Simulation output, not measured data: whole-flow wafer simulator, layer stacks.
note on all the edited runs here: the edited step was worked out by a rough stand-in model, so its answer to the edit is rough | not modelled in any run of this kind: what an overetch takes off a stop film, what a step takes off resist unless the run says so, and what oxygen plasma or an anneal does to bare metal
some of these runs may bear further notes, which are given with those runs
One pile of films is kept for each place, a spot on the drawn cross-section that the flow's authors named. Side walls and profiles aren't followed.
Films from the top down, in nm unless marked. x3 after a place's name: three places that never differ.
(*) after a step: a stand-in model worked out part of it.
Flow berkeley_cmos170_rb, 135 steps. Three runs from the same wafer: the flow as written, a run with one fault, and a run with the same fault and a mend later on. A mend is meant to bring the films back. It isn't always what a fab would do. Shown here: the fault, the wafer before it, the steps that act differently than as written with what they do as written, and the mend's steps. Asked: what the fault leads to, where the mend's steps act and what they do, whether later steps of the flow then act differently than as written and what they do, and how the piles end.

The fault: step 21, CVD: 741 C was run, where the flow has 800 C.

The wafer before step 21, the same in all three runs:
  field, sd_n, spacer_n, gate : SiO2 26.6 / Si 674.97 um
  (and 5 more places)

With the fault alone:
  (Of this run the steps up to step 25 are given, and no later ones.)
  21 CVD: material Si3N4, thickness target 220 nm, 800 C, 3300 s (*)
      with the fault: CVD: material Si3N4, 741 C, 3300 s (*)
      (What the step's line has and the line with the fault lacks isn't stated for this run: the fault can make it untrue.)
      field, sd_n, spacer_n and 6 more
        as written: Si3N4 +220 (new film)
        with the fault: Si3N4 +83.8 (new film)
  No later step of the flow up to step 25 acts differently than as written at any place that is followed.
  After step 25 the piles differ from the flow's by more than 2% or 0.5 nm, whichever is larger, at field, sd_n, spacer_n and 6 more.
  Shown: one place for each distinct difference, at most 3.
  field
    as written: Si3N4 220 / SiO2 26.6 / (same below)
    with the fault: Si3N4 83.8 / SiO2 26.6 / (same below)
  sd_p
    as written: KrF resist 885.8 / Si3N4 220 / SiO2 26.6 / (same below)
    with the fault: KrF resist 885.8 / Si3N4 83.8 / SiO2 26.6 / (same below)

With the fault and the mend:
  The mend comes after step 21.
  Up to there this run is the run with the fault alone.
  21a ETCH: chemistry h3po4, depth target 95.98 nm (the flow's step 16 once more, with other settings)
      field, sd_n, spacer_n and 6 more
        Si3N4 -83.8 (all of it)
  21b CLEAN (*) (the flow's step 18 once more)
      changes no film at any place that is followed
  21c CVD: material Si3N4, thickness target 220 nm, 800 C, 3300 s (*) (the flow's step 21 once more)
      field, sd_n, spacer_n and 6 more
        Si3N4 +220 (new film)
  No later step of the flow acts differently than as written at any place that is followed.
  At the end the piles are the same as the flow's at every place that both follow.
